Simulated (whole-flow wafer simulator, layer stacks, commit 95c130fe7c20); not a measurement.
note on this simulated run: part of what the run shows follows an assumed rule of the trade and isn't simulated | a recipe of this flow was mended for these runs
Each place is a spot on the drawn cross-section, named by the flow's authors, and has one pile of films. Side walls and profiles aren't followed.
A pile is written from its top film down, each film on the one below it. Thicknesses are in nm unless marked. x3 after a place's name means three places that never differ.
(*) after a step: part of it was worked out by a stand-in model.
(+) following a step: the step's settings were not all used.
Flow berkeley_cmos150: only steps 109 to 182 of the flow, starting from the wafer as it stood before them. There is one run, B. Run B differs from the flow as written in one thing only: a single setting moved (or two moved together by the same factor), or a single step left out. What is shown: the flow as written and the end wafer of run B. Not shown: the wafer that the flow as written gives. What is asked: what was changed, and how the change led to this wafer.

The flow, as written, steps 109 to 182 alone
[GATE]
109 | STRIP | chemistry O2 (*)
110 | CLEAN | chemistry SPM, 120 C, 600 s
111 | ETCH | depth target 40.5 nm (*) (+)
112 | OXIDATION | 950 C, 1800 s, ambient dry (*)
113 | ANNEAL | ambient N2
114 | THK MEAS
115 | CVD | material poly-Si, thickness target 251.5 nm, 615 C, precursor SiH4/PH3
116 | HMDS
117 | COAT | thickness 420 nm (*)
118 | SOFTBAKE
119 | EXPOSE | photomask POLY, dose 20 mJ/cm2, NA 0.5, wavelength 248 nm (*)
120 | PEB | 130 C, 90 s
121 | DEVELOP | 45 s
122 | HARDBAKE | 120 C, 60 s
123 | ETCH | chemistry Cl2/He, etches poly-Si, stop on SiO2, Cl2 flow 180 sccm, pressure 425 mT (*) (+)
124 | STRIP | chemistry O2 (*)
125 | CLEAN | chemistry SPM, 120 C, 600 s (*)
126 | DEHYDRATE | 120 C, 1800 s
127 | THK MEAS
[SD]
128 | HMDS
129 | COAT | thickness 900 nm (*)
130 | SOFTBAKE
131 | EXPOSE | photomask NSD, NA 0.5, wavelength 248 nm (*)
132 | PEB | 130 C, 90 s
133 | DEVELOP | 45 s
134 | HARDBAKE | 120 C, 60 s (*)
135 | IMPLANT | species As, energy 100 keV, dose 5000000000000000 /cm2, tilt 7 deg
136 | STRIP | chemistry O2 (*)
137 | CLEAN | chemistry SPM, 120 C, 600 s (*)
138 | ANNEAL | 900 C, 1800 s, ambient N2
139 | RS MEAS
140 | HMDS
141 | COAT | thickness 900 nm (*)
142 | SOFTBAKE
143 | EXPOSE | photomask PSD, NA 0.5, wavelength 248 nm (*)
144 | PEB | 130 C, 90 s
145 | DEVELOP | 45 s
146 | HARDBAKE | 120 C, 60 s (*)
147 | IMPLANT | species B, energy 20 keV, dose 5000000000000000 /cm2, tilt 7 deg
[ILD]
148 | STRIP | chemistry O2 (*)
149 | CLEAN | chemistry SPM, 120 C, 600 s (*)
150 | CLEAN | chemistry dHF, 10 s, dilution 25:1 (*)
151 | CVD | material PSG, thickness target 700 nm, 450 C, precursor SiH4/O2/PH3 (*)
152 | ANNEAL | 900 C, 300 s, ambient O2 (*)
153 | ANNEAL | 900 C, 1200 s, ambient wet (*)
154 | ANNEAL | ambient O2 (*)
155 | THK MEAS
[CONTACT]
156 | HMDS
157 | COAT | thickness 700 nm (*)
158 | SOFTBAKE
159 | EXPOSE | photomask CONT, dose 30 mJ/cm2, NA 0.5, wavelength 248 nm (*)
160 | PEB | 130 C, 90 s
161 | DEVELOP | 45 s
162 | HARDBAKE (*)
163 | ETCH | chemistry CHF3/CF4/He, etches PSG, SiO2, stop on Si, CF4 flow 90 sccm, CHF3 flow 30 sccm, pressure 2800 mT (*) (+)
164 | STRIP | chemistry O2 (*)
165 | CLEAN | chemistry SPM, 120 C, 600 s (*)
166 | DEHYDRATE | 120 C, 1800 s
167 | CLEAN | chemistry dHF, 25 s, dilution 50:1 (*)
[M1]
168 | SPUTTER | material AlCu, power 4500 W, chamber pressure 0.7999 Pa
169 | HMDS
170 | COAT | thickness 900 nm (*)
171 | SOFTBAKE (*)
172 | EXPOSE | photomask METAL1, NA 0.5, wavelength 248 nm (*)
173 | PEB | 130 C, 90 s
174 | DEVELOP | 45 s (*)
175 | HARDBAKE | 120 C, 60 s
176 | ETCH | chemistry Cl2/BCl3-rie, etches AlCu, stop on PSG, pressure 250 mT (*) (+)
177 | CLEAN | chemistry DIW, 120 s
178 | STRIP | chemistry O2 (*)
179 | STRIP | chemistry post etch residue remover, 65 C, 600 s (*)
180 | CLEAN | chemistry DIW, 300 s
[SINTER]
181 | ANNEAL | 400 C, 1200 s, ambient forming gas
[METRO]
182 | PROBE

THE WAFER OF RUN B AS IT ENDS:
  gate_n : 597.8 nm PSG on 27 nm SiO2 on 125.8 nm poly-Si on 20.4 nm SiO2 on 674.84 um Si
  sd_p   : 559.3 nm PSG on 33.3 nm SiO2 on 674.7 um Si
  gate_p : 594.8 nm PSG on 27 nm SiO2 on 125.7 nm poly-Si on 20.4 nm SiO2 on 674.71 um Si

Cause: step 115, CVD: thickness target 138.3 nm was run, whereas the flow has thickness target 251.5 nm.

The path from the change to this, step by step:
  115 | CVD | material poly-Si, thickness target 251.5 nm, 615 C, precursor SiH4/PH3
      field, field_p, sd_n, gate_n, sd_p, gate_p, contact, m1: poly-Si gains 138.3 (new film) (in the flow as written it would be: poly-Si gains 251.5 (new film))
  117 | COAT | thickness 420 nm (*)
      field: KrF-resist gains 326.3 (new film) (in the flow as written it would be: KrF-resist gains 333.8 (new film))
      sd_n: KrF-resist gains 550.7 (new film) (in the flow as written it would be: KrF-resist gains 563.3 (new film))
  121 | DEVELOP | 45 s
      field: KrF-resist loses 325.6 (all of it) (in the flow as written it would be: KrF-resist loses 333.2 (all of it))
      sd_n: KrF-resist loses 549.5 (all of it) (in the flow as written it would be: KrF-resist loses 562.1 (all of it))
  123 | ETCH | chemistry Cl2/He, etches poly-Si, stop on SiO2, Cl2 flow 180 sccm, pressure 425 mT (*) (+)
      field, field_p, sd_n, sd_p, contact, m1: poly-Si loses 138.3 (all of it), SiO2 loses 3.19 (in the flow as written it would be: poly-Si loses 251.5 (all of it), SiO2 loses 3.19)
      gate_n, gate_p: KrF-resist loses 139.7 (in the flow as written it would be: KrF-resist loses 220.6)
  124 | STRIP | chemistry O2 (*)
      gate_n: chemical SiO2 gains 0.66 (new film), KrF-resist loses 254 (all of it), poly-Si loses 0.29 (in the flow as written it would be: chemical SiO2 gains 0.69 (new film), KrF-resist loses 176.1 (all of it), poly-Si loses 0.3)
      gate_p: chemical SiO2 gains 0.66 (new film), KrF-resist loses 290.7 (all of it), poly-Si loses 0.29 (in the flow as written it would be: chemical SiO2 gains 0.69 (new film), KrF-resist loses 213.2 (all of it), poly-Si loses 0.3)
  129 | COAT | thickness 900 nm (*)
      gate_n: thick-KrF-resist gains 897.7 (new film) (in the flow as written it would be: thick-KrF-resist gains 819.9 (new film))
      gate_p: thick-KrF-resist gains 967.5 (new film) (in the flow as written it would be: thick-KrF-resist gains 888.9 (new film))
  133 | DEVELOP | 45 s
      gate_n: thick-KrF-resist loses 895.6 (all of it) (in the flow as written it would be: thick-KrF-resist loses 818.1 (all of it))
  136 | STRIP | chemistry O2 (*)
      gate_p: thick-KrF-resist loses 951.9 (all of it), chemical SiO2 gains 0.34, poly-Si loses 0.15 (in the flow as written it would be: thick-KrF-resist loses 873.6 (all of it), chemical SiO2 gains 0.34, poly-Si loses 0.15)
  141 | COAT | thickness 900 nm (*)
      gate_n: thick-KrF-resist gains 897.8 (new film) (in the flow as written it would be: thick-KrF-resist gains 819.7 (new film))
      gate_p: thick-KrF-resist gains 967.3 (new film) (in the flow as written it would be: thick-KrF-resist gains 888.8 (new film))
  145 | DEVELOP | 45 s
      gate_p: thick-KrF-resist loses 965 (all of it) (in the flow as written it would be: thick-KrF-resist loses 886.7 (all of it))
  148 | STRIP | chemistry O2 (*)
      gate_n: thick-KrF-resist loses 882.4 (all of it), chemical SiO2 gains 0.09, poly-Si loses 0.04 (in the flow as written it would be: thick-KrF-resist loses 804.5 (all of it), chemical SiO2 gains 0.09, poly-Si loses 0.04)
  151 | CVD | material PSG, thickness target 700 nm, 450 C, precursor SiH4/O2/PH3 (*)
      sd_p: PSG gains 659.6 (new film) (in the flow as written it would be: PSG gains 639.5 (new film))
  153 | ANNEAL | 900 C, 1200 s, ambient wet (*)
      sd_p: PSG loses 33, SiO2 gains 23.6, Si loses 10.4 (in the flow as written it would be: PSG loses 32, SiO2 gains 23.9, Si loses 10.5)
  157 | COAT | thickness 700 nm (*)
      gate_n: KrF-resist gains 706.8 (new film) (in the flow as written it would be: KrF-resist gains 650.5 (new film))
      sd_p: KrF-resist gains 940.1 (new film) (in the flow as written it would be: KrF-resist gains 1000.3 (new film))
      (also at 1 further place)
  164 | STRIP | chemistry O2 (*)
      field_p: KrF-resist loses 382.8 (all of it) (in the flow as written it would be: KrF-resist loses 397.1 (all of it))
      gate_n: KrF-resist loses 387.3 (all of it) (in the flow as written it would be: KrF-resist loses 331.2 (all of it))
      (also at 2 further places)
  168 | SPUTTER | material AlCu, power 4500 W, chamber pressure 0.7999 Pa
      sd_p: AlCu gains 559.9 (new film) (in the flow as written it would be: AlCu gains 471.4 (new film))
  ... 2 further steps ...
  176 | ETCH | chemistry Cl2/BCl3-rie, etches AlCu, stop on PSG, pressure 250 mT (*) (+)
      gate_n: AlCu loses 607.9 (all of it), PSG loses 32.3 (in the flow as written it would be: AlCu loses 616.1 (all of it), PSG loses 31.2)
      sd_p: AlCu loses 549.9 (all of it), PSG loses 39.5 (in the flow as written it would be: AlCu loses 461.4 (all of it), PSG loses 50.6)
      (also at 1 further place)
